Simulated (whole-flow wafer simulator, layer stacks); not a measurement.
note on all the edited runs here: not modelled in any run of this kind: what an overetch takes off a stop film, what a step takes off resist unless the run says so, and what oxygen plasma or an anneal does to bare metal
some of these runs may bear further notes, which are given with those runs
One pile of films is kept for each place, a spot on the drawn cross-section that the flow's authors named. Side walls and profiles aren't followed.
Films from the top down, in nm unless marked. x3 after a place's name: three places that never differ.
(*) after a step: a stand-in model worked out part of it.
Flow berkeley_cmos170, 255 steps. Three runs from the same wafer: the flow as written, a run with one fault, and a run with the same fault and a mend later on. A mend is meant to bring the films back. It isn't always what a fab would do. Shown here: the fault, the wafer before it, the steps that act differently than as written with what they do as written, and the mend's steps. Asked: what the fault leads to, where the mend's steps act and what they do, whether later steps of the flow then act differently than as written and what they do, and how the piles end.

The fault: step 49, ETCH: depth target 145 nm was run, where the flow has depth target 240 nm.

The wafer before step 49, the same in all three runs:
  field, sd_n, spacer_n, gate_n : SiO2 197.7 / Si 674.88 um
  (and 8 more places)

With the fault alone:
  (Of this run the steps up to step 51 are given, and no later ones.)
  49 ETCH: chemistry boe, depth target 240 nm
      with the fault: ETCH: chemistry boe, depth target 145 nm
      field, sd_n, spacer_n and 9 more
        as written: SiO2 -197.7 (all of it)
        with the fault: SiO2 -145
  Later steps of the flow that act differently than as written:
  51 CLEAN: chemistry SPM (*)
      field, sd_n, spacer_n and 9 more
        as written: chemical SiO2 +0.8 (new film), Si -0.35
        with the fault: nothing
  After step 51 the piles differ from the flow's by more than 2% or 0.5 nm, whichever is larger, at field, sd_n, spacer_n and 9 more.
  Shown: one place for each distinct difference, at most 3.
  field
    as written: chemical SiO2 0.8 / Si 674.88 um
    with the fault: SiO2 52.6 / Si 674.88 um

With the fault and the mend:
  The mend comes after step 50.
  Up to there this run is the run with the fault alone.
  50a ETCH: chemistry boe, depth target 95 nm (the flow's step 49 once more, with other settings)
      field, sd_n, spacer_n and 9 more
        SiO2 -52.6 (all of it)
  No later step of the flow acts differently than as written at any place that is followed.
  At the end the piles are the same as the flow's at every place that both follow.
